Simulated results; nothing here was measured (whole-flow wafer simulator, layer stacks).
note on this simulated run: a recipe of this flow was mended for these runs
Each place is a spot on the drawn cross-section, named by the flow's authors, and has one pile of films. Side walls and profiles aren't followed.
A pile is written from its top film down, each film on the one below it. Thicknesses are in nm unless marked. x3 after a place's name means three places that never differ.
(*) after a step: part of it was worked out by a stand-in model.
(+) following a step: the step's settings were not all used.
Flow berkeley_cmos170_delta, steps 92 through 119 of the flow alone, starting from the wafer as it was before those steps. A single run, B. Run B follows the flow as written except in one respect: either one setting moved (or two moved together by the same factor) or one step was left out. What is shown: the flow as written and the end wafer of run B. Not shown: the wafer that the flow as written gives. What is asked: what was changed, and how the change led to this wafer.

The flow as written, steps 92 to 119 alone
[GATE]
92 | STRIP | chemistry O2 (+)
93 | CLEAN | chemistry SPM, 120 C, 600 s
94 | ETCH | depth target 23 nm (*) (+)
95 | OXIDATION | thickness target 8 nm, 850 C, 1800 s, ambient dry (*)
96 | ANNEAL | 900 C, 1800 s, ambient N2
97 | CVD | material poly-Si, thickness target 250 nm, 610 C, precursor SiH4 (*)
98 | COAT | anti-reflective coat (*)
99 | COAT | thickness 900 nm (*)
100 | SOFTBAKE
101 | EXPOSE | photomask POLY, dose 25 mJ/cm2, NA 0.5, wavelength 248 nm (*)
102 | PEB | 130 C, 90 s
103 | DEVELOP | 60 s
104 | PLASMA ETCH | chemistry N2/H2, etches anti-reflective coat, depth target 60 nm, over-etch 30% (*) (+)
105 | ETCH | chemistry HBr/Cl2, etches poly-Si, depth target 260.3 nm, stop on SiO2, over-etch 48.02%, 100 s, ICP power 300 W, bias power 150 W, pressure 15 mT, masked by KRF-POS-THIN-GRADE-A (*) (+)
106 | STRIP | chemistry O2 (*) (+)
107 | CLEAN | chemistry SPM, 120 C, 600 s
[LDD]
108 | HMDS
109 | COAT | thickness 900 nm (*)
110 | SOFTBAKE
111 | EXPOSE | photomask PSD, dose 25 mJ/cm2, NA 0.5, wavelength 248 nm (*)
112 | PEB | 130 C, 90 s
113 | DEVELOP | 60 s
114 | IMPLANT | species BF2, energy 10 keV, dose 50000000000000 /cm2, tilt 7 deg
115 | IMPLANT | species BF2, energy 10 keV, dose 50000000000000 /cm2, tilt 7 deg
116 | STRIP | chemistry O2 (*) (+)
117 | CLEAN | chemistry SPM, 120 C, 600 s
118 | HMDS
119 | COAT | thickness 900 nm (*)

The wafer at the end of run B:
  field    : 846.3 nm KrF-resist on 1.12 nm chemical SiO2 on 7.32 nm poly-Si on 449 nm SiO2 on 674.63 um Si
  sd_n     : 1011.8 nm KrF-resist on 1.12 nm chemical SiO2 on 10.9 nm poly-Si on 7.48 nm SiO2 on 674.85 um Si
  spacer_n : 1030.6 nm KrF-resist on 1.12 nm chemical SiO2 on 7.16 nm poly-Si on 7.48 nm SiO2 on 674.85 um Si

What caused this: step 97, CVD: thickness target 398 nm was run, though the flow has thickness target 250 nm.

How this came from the change, step by step:
  97 | CVD | material poly-Si, thickness target 250 nm, 610 C, precursor SiH4 (*)
      field, sd_n, spacer_n and 6 more: poly-Si gains 398 (new film) (as written it would have been: poly-Si gains 250 (new film))
  98 | COAT | anti-reflective coat (*)
      field: anti-reflective coat gains 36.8 (new film) (as written it would have been: anti-reflective coat gains 35.2 (new film))
      sd_n: anti-reflective coat gains 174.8 (new film) (as written it would have been: anti-reflective coat gains 166.5 (new film))
      (also at 2 further places)
  104 | PLASMA ETCH | chemistry N2/H2, etches anti-reflective coat, depth target 60 nm, over-etch 30% (*) (+)
      field: anti-reflective coat loses 36.8 (all of it), poly-Si loses 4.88 (as written it would have been: anti-reflective coat loses 35.2 (all of it), poly-Si loses 4.65)
      sd_n: anti-reflective coat loses 174.8 (all of it), poly-Si loses 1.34 (as written it would have been: anti-reflective coat loses 166.5 (all of it), poly-Si loses 1.28)
      (also at 2 further places)
  105 | ETCH | chemistry HBr/Cl2, etches poly-Si, depth target 260.3 nm, stop on SiO2, over-etch 48.02%, 100 s, ICP power 300 W, bias power 150 W, pressure 15 mT, masked by KRF-POS-THIN-GRADE-A (*) (+)
      field: poly-Si loses 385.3 (as written it would have been: poly-Si loses 245.4 (all of it), SiO2 loses 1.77)
      sd_n: poly-Si loses 385.3 (as written it would have been: poly-Si loses 248.7 (all of it), SiO2 loses 1.52)
      (also at 5 further places)
  106 | STRIP | chemistry O2 (*) (+)
      field, sd_n, spacer_n, sd_p, spacer_p, contact, m1: chemical SiO2 gains 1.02 (new film), poly-Si loses 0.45 (as written it would have been: nothing)
  109 | COAT | thickness 900 nm (*)
      spacer_n: KrF-resist gains 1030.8 (new film) (as written it would have been: KrF-resist gains 1008.7 (new film))
      gate: KrF-resist gains 644.7 (new film) (as written it would have been: KrF-resist gains 758.7 (new film))
      (also at 2 further places)
  113 | DEVELOP | 60 s
      spacer_p: KrF-resist loses 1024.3 (all of it) (as written it would have been: KrF-resist loses 1002.9 (all of it))
      gate_p: KrF-resist loses 638.6 (all of it) (as written it would have been: KrF-resist loses 752.9 (all of it))
  116 | STRIP | chemistry O2 (*) (+)
      spacer_n: KrF-resist loses 1013.5 (all of it), chemical SiO2 gains 0.1, poly-Si loses 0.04 (as written it would have been: KrF-resist loses 991.4 (all of it))
      gate: KrF-resist loses 628.4 (all of it), chemical SiO2 gains 0.17 (as written it would have been: KrF-resist loses 742.2 (all of it), chemical SiO2 gains 0.17)
  119 | COAT | thickness 900 nm (*)
      spacer_n: KrF-resist gains 1030.6 (new film) (as written it would have been: KrF-resist gains 1008.1 (new film))
      gate: KrF-resist gains 644.5 (new film) (as written it would have been: KrF-resist gains 758 (new film))
      (also at 2 further places)
